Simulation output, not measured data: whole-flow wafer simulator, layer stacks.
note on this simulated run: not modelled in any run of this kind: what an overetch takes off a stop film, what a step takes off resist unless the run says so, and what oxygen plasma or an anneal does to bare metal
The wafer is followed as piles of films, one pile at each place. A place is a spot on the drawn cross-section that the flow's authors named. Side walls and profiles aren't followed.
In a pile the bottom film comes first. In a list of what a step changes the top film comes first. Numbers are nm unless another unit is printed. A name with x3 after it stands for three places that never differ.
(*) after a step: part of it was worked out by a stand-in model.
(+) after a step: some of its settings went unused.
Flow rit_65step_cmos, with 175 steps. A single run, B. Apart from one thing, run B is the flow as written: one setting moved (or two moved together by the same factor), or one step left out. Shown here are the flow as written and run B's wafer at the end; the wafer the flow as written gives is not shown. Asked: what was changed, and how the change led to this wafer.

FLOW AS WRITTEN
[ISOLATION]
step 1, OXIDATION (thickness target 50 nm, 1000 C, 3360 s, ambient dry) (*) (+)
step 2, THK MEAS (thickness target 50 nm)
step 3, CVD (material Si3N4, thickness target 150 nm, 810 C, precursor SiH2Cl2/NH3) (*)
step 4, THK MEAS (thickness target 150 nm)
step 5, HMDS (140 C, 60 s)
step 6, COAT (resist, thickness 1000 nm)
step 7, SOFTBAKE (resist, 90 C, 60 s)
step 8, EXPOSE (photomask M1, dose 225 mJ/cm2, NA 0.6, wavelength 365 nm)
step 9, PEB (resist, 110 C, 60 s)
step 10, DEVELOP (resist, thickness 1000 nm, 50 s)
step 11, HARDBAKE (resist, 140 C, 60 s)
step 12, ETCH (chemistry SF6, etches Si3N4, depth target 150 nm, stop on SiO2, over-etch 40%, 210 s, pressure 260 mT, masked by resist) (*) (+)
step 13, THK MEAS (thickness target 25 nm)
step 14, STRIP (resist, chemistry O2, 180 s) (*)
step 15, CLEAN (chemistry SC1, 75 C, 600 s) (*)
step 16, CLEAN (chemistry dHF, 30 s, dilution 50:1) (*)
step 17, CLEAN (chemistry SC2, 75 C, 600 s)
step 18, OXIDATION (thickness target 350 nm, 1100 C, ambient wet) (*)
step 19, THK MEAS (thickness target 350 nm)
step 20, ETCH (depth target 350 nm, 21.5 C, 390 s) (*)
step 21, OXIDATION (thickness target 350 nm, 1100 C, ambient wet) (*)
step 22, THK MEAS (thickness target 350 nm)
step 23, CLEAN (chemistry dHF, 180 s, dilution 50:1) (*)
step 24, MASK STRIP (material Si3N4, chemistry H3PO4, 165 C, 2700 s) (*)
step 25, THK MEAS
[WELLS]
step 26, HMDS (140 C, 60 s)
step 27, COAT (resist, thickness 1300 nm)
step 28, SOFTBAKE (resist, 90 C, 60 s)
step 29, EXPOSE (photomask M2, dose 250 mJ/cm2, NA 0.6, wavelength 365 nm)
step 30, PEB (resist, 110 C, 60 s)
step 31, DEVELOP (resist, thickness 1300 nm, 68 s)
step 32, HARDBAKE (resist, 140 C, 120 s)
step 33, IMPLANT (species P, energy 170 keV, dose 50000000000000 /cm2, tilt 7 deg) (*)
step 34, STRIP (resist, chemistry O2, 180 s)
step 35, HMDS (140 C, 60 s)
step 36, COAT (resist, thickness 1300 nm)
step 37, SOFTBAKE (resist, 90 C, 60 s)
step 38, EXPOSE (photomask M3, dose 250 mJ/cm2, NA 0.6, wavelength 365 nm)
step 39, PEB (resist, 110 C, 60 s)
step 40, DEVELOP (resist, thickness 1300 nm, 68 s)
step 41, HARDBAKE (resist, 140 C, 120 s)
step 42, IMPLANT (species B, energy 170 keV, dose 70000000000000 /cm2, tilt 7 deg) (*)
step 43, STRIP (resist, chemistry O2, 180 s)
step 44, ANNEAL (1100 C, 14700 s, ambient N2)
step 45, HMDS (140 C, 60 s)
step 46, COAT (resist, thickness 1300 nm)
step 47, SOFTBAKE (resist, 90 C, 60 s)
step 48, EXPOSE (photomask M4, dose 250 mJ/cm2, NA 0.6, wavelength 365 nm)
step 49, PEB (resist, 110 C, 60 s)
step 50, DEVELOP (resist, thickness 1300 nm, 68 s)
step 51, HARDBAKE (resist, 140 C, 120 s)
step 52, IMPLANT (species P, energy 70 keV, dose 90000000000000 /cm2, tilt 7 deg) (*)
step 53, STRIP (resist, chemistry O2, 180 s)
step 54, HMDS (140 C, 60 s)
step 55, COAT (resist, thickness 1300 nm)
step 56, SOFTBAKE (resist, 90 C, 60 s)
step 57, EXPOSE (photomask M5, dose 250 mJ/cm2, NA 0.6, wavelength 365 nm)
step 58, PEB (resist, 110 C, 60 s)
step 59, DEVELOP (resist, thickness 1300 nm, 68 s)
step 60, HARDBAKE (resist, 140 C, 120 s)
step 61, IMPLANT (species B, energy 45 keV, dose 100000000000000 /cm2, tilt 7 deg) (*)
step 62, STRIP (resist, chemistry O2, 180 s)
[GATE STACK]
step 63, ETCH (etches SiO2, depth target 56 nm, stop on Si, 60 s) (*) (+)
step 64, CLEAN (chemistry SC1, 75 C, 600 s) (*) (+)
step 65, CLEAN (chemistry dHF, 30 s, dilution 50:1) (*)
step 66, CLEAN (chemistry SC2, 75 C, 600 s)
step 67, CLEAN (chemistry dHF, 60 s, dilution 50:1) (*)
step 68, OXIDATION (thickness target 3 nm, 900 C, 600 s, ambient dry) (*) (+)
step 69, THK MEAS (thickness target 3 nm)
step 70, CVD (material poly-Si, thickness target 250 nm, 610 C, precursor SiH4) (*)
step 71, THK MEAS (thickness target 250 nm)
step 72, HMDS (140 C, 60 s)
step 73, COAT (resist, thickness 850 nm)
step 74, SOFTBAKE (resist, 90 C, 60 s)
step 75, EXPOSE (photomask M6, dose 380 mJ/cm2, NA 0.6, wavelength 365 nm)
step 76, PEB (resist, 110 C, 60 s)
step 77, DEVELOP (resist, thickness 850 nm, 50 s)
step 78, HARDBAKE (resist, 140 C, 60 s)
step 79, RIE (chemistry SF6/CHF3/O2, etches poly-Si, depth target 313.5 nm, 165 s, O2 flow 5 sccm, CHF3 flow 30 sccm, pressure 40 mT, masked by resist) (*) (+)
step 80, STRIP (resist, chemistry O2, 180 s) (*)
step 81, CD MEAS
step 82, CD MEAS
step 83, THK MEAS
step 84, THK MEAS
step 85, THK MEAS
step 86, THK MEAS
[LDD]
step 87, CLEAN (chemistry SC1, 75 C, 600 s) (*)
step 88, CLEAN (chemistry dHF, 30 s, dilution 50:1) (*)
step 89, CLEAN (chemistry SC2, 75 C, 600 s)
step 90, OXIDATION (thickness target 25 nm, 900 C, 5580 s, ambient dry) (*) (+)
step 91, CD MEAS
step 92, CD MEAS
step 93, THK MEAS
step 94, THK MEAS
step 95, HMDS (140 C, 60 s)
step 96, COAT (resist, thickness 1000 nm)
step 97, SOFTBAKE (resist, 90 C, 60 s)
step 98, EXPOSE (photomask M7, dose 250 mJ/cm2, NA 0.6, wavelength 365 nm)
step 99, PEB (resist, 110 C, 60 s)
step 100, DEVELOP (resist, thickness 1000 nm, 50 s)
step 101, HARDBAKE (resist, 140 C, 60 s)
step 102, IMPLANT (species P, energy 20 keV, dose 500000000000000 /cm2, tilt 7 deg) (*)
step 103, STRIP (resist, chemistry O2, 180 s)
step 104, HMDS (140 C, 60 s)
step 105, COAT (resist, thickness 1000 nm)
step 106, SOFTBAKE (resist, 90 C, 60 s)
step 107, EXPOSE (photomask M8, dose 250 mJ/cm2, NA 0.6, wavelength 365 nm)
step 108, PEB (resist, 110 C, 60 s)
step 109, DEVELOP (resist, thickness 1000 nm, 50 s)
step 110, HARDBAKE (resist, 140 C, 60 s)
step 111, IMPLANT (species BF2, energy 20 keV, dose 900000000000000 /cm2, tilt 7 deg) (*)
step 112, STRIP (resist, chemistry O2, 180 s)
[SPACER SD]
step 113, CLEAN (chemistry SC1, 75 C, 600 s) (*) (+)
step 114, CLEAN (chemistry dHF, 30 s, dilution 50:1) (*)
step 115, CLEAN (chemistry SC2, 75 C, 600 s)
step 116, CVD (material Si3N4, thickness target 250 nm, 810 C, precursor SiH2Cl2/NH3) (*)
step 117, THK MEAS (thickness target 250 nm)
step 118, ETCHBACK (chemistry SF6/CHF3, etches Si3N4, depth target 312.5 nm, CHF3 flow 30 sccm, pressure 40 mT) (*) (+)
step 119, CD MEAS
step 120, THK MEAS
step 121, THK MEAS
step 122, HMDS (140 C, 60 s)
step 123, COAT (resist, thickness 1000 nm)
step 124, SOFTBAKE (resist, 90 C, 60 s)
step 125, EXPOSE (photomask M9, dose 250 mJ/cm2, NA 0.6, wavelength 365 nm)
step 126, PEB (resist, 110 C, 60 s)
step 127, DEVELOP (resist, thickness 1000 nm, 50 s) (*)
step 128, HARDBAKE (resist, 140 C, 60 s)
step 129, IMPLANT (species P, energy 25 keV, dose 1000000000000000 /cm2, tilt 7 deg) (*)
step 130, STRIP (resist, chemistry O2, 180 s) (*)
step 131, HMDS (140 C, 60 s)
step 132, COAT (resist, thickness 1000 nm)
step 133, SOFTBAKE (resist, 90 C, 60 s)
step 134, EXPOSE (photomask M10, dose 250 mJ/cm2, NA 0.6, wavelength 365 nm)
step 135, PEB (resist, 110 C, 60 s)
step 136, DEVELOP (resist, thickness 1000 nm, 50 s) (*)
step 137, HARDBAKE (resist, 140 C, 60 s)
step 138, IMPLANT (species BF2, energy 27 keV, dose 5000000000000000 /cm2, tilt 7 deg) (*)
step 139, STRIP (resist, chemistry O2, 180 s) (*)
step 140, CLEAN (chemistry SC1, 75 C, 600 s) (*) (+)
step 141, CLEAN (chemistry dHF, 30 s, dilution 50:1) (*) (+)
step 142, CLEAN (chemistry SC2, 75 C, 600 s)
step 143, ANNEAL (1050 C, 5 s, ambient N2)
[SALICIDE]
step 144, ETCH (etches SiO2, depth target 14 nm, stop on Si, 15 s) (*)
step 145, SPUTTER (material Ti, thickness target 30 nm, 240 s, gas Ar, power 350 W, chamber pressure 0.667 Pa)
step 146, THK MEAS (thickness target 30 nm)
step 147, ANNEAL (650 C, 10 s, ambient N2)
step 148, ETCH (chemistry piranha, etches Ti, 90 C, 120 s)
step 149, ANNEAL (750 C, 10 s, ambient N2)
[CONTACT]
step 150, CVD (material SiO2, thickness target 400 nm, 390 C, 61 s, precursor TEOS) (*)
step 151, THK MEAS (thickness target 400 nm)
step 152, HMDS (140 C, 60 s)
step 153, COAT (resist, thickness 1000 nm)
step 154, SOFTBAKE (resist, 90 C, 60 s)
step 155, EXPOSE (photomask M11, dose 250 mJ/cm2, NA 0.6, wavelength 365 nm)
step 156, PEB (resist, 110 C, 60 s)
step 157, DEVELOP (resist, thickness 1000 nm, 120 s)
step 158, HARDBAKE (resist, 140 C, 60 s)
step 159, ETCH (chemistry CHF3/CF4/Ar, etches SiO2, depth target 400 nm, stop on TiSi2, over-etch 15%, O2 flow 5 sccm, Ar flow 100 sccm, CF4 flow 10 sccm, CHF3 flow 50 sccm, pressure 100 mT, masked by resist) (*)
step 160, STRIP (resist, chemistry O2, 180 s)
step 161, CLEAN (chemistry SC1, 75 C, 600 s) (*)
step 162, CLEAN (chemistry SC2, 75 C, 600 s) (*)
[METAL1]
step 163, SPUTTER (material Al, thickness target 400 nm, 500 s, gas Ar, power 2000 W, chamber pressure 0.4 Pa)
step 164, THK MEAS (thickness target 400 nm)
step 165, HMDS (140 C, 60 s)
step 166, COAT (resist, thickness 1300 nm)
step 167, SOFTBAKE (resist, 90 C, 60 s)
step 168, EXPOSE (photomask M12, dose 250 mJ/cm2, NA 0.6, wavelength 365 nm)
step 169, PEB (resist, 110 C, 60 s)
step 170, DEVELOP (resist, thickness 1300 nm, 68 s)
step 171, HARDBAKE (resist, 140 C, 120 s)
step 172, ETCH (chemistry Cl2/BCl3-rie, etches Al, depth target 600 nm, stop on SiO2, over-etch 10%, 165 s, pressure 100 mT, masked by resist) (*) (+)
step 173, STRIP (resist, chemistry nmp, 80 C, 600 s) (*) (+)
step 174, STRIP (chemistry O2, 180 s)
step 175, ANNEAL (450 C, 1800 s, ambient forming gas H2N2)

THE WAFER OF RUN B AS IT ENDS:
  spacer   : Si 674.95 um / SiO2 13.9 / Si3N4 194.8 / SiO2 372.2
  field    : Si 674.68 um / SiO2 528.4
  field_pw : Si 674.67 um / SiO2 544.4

The reason: step 163, SPUTTER: power 2350 W was run, while the flow as written has power 2000 W.

Step by step, how the change led to this:
  step 163, SPUTTER (material Al, thickness target 400 nm, 500 s, gas Ar, power 2000 W, chamber pressure 0.4 Pa)
      field, field_pw, field_p, spacer, spacer_p: +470 Al (new film) (it would be, as written: +400 Al (new film))
      gate_n, gate_p: +462 Al (new film) (it would be, as written: +396 Al (new film))
      (as well as at 1 more place)
  step 172, ETCH (chemistry Cl2/BCl3-rie, etches Al, depth target 600 nm, stop on SiO2, over-etch 10%, 165 s, pressure 100 mT, masked by resist) (*) (+)
      field, field_pw, field_p, spacer, spacer_p: -470 Al (all of it), -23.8 SiO2 (it would be, as written: -400 Al (all of it), -32.5 SiO2)
      gate_n, gate_p: -462 Al (all of it), -24.8 SiO2 (it would be, as written: -396 Al (all of it), -33 SiO2)
      (as well as at 1 more place)
